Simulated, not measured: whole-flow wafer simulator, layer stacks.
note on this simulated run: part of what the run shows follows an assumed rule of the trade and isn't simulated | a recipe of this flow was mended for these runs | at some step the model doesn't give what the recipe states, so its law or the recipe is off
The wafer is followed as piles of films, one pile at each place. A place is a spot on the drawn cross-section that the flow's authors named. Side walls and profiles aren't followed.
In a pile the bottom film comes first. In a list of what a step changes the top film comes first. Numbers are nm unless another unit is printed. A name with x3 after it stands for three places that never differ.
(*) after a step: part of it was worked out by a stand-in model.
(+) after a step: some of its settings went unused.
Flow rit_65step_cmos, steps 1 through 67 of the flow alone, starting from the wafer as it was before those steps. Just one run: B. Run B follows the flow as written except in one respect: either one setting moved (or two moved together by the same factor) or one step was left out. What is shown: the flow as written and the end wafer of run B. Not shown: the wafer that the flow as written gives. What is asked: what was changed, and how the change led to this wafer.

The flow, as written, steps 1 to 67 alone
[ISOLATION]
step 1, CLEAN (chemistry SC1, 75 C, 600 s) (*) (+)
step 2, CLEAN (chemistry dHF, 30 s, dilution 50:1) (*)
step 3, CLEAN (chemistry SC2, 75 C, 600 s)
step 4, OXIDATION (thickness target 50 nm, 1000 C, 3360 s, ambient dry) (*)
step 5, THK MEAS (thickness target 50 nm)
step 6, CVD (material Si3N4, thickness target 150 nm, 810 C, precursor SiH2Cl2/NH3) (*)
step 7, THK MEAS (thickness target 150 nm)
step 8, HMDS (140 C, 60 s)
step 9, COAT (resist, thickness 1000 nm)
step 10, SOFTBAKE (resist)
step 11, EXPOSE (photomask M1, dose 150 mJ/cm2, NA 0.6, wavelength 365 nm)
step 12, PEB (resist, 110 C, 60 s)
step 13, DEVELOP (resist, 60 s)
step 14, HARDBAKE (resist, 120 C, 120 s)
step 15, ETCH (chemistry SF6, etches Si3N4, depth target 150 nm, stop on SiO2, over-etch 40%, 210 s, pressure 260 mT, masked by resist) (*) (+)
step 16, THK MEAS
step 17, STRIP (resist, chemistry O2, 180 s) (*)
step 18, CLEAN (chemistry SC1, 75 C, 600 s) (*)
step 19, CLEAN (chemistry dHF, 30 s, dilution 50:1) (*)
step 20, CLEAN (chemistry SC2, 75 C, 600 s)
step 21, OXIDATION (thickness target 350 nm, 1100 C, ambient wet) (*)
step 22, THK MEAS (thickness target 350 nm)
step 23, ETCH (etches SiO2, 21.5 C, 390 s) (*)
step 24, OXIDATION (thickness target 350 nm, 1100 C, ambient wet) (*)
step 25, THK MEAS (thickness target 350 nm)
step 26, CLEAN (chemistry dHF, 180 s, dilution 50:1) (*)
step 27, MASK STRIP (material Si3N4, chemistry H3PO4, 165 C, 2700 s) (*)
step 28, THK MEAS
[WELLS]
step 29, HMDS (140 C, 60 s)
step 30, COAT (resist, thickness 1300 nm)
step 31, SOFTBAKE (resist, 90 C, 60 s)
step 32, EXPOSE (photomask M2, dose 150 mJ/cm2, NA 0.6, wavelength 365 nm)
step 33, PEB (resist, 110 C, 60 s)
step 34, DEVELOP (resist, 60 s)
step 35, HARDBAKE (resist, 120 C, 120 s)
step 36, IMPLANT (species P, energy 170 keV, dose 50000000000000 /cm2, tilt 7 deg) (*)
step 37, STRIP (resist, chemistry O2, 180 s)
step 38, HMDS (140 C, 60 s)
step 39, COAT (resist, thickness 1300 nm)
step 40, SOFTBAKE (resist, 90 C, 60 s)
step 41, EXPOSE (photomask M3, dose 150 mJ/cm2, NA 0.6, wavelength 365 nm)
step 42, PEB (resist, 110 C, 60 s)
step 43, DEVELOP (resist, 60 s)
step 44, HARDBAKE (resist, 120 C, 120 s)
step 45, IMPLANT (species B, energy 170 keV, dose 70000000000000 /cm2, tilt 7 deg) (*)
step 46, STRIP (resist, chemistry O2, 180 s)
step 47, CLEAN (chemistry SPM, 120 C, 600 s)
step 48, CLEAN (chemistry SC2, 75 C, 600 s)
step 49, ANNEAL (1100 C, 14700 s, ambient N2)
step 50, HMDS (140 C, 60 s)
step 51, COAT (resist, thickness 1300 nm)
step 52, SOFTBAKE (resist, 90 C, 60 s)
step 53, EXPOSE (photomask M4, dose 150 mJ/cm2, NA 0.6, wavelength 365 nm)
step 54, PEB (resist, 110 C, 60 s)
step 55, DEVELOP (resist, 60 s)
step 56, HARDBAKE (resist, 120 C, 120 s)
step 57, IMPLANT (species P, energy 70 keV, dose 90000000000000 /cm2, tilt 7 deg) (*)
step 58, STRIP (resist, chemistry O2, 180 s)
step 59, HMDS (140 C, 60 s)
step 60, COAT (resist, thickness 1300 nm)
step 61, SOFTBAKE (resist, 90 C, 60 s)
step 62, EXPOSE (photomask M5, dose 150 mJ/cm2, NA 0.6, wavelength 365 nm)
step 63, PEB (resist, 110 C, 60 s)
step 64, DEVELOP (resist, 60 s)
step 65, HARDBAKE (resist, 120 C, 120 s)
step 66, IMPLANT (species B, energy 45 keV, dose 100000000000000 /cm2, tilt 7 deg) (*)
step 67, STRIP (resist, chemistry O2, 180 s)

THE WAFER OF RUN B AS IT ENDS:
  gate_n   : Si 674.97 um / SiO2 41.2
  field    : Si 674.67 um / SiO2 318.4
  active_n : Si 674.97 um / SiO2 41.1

The reason: step 27, MASK STRIP: 3780 s was run, while the flow as written has 2700 s.

How this came from the change, step by step:
  step 27, MASK STRIP (material Si3N4, chemistry H3PO4, 165 C, 2700 s) (*)
      active_n, active_p, gate_n and 7 more: Si3N4 loses 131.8 (all of it), SiO2 loses 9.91 (it would be, as written: Si3N4 loses 131.8 (all of it), SiO2 loses 5.64)
      field, field_pw, field_nw, field_p: SiO2 loses 14.9 (it would be, as written: SiO2 loses 10.7)
